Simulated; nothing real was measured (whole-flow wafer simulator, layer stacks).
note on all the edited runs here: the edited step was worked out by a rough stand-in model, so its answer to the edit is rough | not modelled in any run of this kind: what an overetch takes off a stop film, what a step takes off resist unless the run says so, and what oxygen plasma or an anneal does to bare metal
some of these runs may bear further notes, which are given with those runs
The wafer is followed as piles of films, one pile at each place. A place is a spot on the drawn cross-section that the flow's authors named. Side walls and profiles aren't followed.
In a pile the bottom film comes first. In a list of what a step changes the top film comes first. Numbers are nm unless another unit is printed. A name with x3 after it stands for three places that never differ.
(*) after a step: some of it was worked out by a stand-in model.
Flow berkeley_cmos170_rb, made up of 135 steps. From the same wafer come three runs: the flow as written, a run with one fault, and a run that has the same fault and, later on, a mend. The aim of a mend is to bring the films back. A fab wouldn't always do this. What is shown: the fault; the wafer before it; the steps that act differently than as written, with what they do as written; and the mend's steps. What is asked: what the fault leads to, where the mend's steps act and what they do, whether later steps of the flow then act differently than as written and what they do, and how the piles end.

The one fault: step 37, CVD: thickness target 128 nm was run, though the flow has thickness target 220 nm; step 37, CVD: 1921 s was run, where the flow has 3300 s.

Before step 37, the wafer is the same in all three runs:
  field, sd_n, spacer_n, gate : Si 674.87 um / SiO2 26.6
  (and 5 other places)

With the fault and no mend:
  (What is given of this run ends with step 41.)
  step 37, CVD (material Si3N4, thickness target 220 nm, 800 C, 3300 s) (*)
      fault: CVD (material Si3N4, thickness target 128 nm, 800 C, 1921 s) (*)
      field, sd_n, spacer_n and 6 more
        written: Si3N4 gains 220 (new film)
        fault: Si3N4 gains 128 (new film)
  Later steps of the flow up to step 41 that are run all act as written at every place that is followed.
  Once step 41 is done, the piles at field, sd_n, spacer_n and 6 more depart from the flow's by more than 2% or 0.5 nm, whichever is larger.
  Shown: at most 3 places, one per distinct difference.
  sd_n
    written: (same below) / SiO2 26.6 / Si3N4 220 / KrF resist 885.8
    fault: (same below) / SiO2 26.6 / Si3N4 128 / KrF resist 885.8
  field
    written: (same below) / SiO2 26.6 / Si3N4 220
    fault: (same below) / SiO2 26.6 / Si3N4 128

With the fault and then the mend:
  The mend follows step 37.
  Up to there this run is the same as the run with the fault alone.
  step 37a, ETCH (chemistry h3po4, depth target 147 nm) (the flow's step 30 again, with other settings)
      field, sd_n, spacer_n and 6 more
        Si3N4 loses 128 (all of it)
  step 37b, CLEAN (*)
      leaves every film unchanged at each place that is followed
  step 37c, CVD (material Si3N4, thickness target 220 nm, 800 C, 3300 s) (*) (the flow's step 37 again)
      field, sd_n, spacer_n and 6 more
        Si3N4 gains 220 (new film)
  Later steps of the flow that are run all act as written at every place that is followed.
  At every place that both follow, the piles at the end match the flow's.
